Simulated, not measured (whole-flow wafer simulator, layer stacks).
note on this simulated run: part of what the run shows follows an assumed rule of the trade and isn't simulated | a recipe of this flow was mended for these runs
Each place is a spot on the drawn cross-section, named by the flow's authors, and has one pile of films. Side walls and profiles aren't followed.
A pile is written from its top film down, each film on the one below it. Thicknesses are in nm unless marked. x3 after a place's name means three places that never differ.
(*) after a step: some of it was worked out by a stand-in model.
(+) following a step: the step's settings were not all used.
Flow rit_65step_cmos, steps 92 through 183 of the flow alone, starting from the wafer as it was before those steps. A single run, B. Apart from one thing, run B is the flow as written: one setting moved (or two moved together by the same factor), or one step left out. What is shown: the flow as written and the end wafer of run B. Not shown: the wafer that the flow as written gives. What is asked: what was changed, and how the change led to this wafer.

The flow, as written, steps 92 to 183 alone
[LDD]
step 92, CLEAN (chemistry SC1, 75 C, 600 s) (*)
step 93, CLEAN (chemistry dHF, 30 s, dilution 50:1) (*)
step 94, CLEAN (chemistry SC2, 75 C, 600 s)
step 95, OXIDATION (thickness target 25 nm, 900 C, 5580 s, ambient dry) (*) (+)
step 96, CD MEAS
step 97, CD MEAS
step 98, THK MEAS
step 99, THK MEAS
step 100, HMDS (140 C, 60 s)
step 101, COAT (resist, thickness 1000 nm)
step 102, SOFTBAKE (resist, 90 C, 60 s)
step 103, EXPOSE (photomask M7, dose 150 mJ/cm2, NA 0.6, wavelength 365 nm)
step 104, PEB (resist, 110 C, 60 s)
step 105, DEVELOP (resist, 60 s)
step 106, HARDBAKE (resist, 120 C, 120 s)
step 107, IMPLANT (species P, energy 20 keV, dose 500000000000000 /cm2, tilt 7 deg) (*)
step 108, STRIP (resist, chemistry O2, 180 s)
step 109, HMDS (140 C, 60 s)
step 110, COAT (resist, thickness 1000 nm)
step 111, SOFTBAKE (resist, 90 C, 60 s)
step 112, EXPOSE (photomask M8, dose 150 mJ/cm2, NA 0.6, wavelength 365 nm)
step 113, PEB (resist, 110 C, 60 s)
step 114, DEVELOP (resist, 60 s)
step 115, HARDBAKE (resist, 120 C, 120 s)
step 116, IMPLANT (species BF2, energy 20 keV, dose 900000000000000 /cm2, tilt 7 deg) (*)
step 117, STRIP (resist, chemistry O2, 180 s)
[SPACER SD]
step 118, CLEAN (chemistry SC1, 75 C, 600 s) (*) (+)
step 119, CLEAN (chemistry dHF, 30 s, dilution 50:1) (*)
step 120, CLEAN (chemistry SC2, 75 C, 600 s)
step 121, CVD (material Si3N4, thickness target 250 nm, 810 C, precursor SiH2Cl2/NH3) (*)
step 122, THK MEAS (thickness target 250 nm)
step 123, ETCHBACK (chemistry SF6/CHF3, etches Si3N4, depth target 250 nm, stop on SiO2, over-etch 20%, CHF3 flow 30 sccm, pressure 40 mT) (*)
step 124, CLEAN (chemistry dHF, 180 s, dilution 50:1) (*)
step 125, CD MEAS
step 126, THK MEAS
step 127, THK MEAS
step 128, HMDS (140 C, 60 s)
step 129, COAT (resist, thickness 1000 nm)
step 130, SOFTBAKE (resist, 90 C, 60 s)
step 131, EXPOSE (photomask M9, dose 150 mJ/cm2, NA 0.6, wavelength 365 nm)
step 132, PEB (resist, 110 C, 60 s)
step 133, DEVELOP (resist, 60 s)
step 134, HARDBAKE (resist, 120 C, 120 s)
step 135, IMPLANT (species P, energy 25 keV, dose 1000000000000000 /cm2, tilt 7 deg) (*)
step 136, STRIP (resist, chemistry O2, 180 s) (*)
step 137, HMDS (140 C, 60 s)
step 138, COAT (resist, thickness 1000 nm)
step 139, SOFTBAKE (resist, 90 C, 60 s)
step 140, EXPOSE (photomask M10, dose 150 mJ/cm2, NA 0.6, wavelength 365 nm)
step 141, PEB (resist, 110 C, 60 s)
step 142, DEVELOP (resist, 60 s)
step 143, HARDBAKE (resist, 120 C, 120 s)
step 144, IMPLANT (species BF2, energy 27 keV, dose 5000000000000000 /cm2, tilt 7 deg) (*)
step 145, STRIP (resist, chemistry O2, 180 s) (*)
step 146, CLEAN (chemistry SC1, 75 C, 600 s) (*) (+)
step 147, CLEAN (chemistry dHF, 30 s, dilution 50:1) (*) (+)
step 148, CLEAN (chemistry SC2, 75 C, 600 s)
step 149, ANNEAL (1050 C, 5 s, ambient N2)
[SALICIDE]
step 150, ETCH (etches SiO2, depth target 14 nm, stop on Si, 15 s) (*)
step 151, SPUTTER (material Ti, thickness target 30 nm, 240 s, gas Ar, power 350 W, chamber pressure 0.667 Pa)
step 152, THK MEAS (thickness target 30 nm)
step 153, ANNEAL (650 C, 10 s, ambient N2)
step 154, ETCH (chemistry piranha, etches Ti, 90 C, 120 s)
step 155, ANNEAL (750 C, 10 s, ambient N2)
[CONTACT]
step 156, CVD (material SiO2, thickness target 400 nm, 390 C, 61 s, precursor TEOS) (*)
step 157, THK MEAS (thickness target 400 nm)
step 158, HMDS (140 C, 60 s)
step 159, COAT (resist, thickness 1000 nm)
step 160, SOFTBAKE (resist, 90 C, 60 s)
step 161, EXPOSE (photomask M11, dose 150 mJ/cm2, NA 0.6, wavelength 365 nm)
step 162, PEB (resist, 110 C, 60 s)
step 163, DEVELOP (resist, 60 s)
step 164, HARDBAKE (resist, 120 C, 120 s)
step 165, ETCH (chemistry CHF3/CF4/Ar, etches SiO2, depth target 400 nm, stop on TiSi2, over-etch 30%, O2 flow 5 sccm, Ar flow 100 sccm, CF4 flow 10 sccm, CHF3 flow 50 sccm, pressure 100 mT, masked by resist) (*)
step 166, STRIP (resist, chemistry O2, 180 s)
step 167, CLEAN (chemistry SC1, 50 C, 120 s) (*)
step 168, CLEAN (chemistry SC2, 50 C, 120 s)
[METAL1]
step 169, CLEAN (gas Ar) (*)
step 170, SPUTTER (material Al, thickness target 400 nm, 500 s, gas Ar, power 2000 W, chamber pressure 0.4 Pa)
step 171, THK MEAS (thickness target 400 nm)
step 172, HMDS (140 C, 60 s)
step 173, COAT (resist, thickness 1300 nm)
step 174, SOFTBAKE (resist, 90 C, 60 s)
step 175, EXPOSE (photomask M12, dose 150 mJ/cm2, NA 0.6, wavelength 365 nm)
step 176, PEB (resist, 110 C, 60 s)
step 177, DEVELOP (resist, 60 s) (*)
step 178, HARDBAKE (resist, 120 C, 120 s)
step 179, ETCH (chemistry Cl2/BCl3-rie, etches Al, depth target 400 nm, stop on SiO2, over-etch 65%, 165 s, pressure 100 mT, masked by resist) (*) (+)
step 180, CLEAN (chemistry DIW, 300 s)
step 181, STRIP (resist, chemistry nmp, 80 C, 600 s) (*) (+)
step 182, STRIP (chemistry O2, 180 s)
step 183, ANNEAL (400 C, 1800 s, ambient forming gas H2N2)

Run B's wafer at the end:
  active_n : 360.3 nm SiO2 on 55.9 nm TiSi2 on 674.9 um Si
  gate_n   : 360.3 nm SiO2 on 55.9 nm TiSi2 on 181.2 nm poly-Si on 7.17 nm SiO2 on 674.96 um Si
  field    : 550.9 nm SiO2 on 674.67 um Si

What caused this: step 95, OXIDATION: 2400 s was run, while the flow as written has 5580 s.

How this came from the change, step by step:
  step 95, OXIDATION (thickness target 25 nm, 900 C, 5580 s, ambient dry) (*) (+)
      active_n, active_p, spacer, spacer_p, sd_n, sd_p, contact, m1: +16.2 SiO2 (new film), -0.4 chemical SiO2 (all of it), -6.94 Si (as written it would have been: +26.5 SiO2 (new film), -0.4 chemical SiO2 (all of it), -11.5 Si)
      field, field_pw: +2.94 SiO2, -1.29 Si (as written it would have been: +6.43 SiO2, -2.83 Si)
      (also at 4 further places)
  step 123, ETCHBACK (chemistry SF6/CHF3, etches Si3N4, depth target 250 nm, stop on SiO2, over-etch 20%, CHF3 flow 30 sccm, pressure 40 mT) (*)
      spacer, spacer_p: -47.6 Si3N4 (as written it would have been: -45.9 Si3N4)
  step 124, CLEAN (chemistry dHF, 180 s, dilution 50:1) (*)
      active_n, sd_n, contact, m1: -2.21 SiO2 (all of it) (as written it would have been: -12.5 SiO2 (all of it))
      active_p, sd_p: -1.61 SiO2 (all of it) (as written it would have been: -12 SiO2 (all of it))
      (also at 2 further places)
